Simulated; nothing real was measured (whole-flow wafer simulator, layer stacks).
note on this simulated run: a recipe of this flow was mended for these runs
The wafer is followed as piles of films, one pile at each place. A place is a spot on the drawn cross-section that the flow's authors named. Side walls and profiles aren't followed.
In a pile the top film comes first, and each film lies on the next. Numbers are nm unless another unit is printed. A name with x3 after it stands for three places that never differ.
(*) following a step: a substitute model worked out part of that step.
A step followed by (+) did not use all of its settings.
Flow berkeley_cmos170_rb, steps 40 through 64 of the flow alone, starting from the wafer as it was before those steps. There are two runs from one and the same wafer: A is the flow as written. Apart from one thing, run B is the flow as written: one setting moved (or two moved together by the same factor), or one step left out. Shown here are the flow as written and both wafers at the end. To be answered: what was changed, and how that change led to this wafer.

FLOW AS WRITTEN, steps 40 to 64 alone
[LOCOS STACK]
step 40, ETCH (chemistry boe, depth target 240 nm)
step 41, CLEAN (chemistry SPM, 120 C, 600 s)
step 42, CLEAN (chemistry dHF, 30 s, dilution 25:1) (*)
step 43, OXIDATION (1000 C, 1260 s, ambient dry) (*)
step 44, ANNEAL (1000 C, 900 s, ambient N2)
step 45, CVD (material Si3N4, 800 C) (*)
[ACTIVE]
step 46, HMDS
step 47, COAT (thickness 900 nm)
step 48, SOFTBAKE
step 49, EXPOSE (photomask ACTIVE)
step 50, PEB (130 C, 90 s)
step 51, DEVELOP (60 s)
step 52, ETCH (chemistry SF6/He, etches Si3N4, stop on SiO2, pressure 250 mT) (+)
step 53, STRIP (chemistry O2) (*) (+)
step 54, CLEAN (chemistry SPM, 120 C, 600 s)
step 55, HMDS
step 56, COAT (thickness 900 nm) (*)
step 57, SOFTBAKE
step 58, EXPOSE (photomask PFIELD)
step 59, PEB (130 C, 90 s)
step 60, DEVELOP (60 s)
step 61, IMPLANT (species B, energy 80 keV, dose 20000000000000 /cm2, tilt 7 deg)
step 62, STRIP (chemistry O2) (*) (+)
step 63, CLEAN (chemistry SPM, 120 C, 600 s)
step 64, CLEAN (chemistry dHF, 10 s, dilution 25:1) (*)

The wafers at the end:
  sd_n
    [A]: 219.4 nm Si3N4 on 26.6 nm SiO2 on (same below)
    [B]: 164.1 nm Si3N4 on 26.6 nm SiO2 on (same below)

The reason: step 45, CVD: 780 C was run, though the flow has 800 C.

The path from the change to this, step by step:
  step 45, CVD (material Si3N4, 800 C) (*)
      field, sd_n, spacer_n and 6 more: A +220 Si3N4 (new film) | B +164.7 Si3N4 (new film)
  step 52, ETCH (chemistry SF6/He, etches Si3N4, stop on SiO2, pressure 250 mT) (+)
      sd_n, spacer_n, gate, sd_p, spacer_p, gate_p, contact, m1: A -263 KrF-resist | B -202.9 KrF-resist
      field: A -220 Si3N4 (all of it), -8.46 SiO2 | B -164.7 Si3N4 (all of it), -8.46 SiO2
  step 53, STRIP (chemistry O2) (*) (+)
      sd_n, spacer_n, gate, sd_p, spacer_p, gate_p, contact, m1: A -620 KrF-resist (all of it) | B -680.2 KrF-resist (all of it)
  step 56, COAT (thickness 900 nm) (*)
      sd_n: A +782.7 KrF-resist (new film) | B +810.9 KrF-resist (new film)
      spacer_n: A +816.2 KrF-resist (new film) | B +835.8 KrF-resist (new film)
      (as well as at 6 more places)
  step 62, STRIP (chemistry O2) (*) (+)
      sd_n: A -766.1 KrF-resist (all of it) | B -794.2 KrF-resist (all of it)
      spacer_n: A -799.5 KrF-resist (all of it) | B -819 KrF-resist (all of it)
      (as well as at 6 more places)
